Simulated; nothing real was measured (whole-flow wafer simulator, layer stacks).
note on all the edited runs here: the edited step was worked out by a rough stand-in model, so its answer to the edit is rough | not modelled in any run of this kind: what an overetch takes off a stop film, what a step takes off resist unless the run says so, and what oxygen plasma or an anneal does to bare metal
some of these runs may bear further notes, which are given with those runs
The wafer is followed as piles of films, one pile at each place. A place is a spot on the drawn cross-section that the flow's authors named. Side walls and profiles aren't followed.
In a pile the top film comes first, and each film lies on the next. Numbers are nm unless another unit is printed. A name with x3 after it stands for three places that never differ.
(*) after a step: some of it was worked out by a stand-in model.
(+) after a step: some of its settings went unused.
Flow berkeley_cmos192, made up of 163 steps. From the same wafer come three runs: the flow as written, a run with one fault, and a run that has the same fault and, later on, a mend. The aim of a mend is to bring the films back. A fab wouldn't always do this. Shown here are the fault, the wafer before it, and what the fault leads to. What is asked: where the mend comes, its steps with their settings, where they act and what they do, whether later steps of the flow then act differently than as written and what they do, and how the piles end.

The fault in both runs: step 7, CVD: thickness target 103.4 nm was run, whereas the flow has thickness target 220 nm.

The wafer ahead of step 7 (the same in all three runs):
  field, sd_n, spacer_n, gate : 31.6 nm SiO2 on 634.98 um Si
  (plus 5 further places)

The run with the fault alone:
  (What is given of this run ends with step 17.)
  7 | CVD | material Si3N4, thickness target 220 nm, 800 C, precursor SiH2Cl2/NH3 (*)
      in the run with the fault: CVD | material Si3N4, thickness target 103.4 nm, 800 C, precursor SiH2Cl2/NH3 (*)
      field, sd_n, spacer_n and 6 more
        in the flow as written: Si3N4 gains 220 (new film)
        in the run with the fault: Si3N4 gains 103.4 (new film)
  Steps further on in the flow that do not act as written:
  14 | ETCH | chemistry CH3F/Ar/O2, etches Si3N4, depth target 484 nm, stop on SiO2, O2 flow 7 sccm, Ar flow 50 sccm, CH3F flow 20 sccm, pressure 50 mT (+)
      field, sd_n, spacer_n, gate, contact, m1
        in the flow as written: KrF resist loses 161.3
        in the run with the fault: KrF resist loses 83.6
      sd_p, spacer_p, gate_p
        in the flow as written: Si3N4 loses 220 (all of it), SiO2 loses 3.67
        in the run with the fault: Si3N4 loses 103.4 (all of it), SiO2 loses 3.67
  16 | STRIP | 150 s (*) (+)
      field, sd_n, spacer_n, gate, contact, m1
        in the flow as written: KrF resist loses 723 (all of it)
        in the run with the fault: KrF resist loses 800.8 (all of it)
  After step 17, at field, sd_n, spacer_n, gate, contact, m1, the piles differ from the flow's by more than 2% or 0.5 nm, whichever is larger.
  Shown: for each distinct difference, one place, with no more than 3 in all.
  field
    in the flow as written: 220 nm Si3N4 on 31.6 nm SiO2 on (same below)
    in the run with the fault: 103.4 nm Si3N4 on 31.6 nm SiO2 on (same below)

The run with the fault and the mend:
  The mend follows step 7.
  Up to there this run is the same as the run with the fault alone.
  7a | CVD | material Si3N4, thickness target 116.6 nm, 800 C, precursor SiH2Cl2/NH3 (*) (a further turn of the flow's step 7, with different settings)
      field, sd_n, spacer_n and 6 more
        Si3N4 gains 116.6
  Every later step of the flow that is run acts as written at every place that is followed.
  At every place that both follow, the piles at the end match the flow's.
